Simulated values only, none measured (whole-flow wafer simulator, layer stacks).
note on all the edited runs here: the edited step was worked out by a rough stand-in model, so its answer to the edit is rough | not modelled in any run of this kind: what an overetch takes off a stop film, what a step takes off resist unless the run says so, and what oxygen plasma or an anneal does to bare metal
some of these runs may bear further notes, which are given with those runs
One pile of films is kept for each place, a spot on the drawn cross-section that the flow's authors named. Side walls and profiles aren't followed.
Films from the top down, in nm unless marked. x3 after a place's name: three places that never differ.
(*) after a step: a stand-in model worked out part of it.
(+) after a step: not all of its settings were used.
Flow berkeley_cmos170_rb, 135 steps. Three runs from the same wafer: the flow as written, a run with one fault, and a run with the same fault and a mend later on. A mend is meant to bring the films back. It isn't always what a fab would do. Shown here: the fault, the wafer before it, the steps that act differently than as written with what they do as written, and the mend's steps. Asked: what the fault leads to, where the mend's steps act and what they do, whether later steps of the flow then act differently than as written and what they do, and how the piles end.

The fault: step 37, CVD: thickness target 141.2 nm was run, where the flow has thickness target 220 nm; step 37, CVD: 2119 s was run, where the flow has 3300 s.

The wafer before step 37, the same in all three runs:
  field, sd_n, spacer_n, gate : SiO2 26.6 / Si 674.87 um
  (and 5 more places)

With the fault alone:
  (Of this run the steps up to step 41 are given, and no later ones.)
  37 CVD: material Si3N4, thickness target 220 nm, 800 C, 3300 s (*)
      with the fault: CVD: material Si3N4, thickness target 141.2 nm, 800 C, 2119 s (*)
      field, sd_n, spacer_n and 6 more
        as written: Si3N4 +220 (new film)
        with the fault: Si3N4 +141.2 (new film)
  No later step of the flow up to step 41 acts differently than as written at any place that is followed.
  After step 41 the piles differ from the flow's by more than 2% or 0.5 nm, whichever is larger, at field, sd_n, spacer_n and 6 more.
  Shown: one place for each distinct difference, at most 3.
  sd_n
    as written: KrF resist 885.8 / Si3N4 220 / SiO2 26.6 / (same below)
    with the fault: KrF resist 885.8 / Si3N4 141.2 / SiO2 26.6 / (same below)
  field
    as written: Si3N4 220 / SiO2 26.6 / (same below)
    with the fault: Si3N4 141.2 / SiO2 26.6 / (same below)

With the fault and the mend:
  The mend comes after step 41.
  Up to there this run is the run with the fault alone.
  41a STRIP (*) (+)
      sd_n, spacer_n, gate, sd_p, spacer_p, gate_p, contact, m1
        KrF resist -885.8 (all of it)
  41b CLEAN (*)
      changes no film at any place that is followed
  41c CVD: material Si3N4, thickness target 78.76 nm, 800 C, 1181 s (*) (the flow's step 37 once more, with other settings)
      field, sd_n, spacer_n and 6 more
        Si3N4 +78.8
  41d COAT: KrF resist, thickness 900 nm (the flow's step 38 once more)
      field, sd_n, spacer_n and 6 more
        KrF resist +900 (new film)
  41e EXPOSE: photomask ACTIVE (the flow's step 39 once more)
      changes no film at any place that is followed
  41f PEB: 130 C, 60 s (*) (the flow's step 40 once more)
      changes no film at any place that is followed
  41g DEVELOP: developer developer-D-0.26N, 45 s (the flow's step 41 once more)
      sd_n, spacer_n, gate, sd_p, spacer_p, gate_p, contact, m1
        KrF resist -14.2
      field
        KrF resist -900 (all of it)
  No later step of the flow acts differently than as written, at any place that is followed, by more than 2% or 0.5 nm, whichever is larger.
  At the end the piles are the same as the flow's at every place that both follow.
